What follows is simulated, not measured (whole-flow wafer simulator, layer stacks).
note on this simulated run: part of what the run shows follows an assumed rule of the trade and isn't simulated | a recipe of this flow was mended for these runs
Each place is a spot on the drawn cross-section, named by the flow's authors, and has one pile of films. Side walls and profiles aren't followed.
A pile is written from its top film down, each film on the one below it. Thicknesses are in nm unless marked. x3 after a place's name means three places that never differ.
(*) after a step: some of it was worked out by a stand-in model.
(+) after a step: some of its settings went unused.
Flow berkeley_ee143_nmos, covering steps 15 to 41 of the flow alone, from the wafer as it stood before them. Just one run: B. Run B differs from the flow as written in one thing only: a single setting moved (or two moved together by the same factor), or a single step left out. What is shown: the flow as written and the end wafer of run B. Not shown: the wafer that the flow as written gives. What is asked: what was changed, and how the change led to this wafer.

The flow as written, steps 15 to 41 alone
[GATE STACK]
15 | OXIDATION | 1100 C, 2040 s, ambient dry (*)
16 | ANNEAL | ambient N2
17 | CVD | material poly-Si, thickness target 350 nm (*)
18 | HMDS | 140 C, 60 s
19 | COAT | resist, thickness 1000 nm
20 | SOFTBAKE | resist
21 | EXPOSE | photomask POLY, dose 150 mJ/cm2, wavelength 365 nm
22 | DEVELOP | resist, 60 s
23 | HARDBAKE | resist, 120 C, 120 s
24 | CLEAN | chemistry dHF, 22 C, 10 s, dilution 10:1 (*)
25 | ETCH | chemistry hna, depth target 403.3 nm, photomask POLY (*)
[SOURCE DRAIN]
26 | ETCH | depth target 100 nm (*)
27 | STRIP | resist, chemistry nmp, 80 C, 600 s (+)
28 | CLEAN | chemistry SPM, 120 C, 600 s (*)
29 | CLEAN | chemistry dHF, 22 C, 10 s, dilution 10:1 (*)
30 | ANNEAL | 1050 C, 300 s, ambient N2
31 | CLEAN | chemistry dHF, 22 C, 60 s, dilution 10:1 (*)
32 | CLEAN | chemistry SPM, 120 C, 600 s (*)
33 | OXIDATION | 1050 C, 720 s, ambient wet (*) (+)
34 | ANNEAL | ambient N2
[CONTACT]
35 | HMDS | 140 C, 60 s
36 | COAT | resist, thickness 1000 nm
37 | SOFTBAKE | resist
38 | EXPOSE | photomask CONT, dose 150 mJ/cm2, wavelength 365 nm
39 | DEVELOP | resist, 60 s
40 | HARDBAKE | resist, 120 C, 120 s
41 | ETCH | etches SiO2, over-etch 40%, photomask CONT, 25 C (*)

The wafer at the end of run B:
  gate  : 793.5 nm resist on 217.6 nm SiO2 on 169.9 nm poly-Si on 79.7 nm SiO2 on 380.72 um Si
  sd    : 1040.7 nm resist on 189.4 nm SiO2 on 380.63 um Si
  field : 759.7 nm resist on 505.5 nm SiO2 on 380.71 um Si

What caused this: step 17, CVD: thickness target 266 nm was run, whereas the flow has thickness target 350 nm.

How this came from the change, step by step:
  17 | CVD | material poly-Si, thickness target 350 nm (*)
      gate, sd, contact, field: poly-Si gains 266 (new film) (it would be, as written: poly-Si gains 350 (new film))
  25 | ETCH | chemistry hna, depth target 403.3 nm, photomask POLY (*)
      sd, contact, field: poly-Si loses 266 (all of it), SiO2 loses 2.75 (it would be, as written: poly-Si loses 350 (all of it), SiO2 loses 1.07)
  26 | ETCH | depth target 100 nm (*)
      sd, contact: SiO2 loses 76.9 (all of it) (it would be, as written: SiO2 loses 78.6 (all of it))
  36 | COAT | resist, thickness 1000 nm
      gate: resist gains 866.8 (new film) (it would be, as written: resist gains 822.5 (new film))
      field: resist gains 829.7 (new film) (it would be, as written: resist gains 850.4 (new film))
  40 | HARDBAKE | resist, 120 C, 120 s
      gate: resist loses 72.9 (it would be, as written: resist loses 69)
      sd: resist loses 97.3 (it would be, as written: resist loses 99.3)
      (also at 1 further place)
